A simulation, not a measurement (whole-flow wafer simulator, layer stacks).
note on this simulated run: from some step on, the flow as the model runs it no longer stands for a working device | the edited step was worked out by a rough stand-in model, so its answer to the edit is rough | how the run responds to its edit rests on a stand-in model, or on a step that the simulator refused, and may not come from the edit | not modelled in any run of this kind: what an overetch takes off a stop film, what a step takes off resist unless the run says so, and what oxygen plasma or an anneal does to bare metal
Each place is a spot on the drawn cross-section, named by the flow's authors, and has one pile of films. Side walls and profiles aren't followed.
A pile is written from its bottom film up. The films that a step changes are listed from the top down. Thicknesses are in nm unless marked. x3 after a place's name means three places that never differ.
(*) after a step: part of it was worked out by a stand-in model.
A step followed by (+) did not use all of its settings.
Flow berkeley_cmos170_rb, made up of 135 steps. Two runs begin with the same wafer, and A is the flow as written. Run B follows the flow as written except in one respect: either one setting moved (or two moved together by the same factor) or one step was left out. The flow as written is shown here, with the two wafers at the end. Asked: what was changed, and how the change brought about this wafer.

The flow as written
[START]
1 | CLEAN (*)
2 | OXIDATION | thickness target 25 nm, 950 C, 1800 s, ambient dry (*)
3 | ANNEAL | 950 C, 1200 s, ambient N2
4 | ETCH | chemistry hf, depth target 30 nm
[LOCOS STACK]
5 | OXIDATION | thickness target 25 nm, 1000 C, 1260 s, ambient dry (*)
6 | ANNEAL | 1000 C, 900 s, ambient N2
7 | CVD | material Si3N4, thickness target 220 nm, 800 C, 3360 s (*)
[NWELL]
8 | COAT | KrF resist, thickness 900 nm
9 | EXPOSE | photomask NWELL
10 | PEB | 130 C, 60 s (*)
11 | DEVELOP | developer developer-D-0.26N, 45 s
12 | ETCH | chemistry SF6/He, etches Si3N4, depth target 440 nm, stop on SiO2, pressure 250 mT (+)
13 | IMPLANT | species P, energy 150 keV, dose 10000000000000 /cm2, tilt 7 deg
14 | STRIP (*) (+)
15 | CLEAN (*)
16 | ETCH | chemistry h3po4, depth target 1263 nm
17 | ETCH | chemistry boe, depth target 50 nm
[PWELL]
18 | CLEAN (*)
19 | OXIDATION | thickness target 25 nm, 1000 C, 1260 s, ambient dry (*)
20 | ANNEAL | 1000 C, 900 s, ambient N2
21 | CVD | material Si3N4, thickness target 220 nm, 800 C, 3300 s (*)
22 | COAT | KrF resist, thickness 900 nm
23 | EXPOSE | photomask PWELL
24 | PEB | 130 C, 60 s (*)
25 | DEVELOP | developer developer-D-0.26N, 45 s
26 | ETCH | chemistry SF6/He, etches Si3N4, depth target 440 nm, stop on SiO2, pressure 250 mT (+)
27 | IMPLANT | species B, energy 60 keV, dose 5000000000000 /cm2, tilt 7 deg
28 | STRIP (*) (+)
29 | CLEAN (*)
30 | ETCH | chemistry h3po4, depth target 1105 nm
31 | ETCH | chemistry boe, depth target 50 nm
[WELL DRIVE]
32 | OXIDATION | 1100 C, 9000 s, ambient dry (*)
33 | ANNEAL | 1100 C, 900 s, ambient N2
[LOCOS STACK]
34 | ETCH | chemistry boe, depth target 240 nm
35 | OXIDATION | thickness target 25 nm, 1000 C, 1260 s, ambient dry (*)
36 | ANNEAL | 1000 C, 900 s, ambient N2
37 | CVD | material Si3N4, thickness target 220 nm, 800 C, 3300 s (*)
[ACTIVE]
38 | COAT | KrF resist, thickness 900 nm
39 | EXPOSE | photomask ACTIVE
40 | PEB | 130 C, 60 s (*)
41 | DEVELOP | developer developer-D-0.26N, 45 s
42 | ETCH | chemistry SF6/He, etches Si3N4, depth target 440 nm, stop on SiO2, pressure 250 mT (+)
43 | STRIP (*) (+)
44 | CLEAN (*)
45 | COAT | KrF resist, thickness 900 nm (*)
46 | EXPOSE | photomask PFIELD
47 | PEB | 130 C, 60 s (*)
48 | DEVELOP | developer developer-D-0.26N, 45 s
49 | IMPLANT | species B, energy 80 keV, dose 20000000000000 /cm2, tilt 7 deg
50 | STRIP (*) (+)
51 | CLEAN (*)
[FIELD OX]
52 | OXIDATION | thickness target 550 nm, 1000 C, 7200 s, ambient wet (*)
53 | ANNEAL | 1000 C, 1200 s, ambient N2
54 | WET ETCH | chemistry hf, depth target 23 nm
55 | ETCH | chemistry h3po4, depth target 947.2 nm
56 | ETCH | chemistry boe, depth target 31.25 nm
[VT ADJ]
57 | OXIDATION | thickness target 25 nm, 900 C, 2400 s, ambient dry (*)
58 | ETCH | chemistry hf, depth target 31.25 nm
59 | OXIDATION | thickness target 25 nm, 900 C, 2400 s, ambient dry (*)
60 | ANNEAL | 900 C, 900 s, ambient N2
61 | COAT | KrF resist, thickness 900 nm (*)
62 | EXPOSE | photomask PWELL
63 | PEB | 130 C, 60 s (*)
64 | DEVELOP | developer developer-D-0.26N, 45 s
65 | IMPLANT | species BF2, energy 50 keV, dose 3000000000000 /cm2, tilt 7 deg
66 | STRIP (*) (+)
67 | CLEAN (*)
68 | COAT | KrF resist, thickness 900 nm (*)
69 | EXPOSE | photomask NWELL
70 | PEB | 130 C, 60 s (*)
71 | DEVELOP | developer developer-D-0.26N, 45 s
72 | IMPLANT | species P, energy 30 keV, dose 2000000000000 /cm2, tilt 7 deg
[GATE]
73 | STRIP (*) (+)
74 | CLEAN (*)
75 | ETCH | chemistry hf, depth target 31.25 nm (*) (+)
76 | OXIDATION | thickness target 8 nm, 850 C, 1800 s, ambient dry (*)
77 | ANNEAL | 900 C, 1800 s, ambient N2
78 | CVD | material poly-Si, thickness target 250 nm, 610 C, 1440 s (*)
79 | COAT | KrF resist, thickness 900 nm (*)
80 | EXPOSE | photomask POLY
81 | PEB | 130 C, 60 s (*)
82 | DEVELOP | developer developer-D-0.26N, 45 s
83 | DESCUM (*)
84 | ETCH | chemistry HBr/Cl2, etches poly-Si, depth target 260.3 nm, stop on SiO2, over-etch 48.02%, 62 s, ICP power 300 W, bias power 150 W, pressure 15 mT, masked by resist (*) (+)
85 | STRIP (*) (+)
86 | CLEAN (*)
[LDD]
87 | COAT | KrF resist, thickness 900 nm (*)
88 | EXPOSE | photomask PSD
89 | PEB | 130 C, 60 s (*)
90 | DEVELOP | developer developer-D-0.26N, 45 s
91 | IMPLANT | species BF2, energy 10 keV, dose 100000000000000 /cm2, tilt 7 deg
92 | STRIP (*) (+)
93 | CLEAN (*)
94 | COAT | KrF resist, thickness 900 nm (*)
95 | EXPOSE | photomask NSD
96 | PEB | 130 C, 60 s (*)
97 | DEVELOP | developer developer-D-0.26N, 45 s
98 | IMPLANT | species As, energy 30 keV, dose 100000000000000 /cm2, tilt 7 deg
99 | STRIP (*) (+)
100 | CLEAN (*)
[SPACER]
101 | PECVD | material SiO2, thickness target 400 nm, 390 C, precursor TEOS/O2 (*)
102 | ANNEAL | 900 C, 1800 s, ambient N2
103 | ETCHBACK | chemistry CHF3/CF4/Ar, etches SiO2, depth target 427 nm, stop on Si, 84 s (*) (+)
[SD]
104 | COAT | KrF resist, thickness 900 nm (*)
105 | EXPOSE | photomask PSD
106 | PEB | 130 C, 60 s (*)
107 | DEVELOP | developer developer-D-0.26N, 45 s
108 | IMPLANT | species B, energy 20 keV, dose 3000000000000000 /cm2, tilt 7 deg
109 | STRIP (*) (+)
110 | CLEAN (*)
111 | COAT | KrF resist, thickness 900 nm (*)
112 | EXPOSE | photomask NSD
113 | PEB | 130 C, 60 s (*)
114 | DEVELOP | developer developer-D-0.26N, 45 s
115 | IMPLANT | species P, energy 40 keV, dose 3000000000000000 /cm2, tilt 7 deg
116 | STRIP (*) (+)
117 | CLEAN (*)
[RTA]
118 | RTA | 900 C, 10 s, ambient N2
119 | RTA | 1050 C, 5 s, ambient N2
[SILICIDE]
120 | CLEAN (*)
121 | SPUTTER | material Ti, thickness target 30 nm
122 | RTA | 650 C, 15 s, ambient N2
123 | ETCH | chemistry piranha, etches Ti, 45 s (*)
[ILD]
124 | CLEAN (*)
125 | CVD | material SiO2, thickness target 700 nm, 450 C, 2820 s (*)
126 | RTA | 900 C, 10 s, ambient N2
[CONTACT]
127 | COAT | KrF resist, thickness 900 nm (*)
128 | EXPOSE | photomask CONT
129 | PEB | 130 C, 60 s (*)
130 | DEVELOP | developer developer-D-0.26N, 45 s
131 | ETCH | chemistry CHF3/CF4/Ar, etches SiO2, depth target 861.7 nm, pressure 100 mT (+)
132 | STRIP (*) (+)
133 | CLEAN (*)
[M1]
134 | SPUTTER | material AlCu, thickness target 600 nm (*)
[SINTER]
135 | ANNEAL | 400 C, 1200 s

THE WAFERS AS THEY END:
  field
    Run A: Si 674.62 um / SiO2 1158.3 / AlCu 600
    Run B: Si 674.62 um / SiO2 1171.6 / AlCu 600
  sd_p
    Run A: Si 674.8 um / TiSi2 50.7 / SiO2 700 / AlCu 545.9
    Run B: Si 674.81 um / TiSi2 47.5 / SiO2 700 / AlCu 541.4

Cause: step 75, ETCH: depth target 17.88 nm was run, whereas the flow has depth target 31.25 nm.

How this came from the change, step by step:
  75 | ETCH | chemistry hf, depth target 31.25 nm (*) (+)
      field: A -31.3 SiO2 | B -17.9 SiO2
  121 | SPUTTER | material Ti, thickness target 30 nm
      sd_p: A +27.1 Ti (new film) | B +25.4 Ti (new film)
  122 | RTA | 650 C, 15 s, ambient N2
      sd_p: A -21.1 Ti, +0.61 TiSi first (new film), +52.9 TiSi2 C49 (new film), -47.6 Si | B -19.8 Ti, +50.4 TiSi2 C49 (new film), -45 Si
  126 | RTA | 900 C, 10 s, ambient N2
      sd_p: A under 1 film: +50.7 TiSi2 (new film), -0.61 TiSi first (all of it), -52.9 TiSi2 C49 (all of it), -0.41 Si | B under 1 film: +47.5 TiSi2 (new film), -50.4 TiSi2 C49 (all of it)
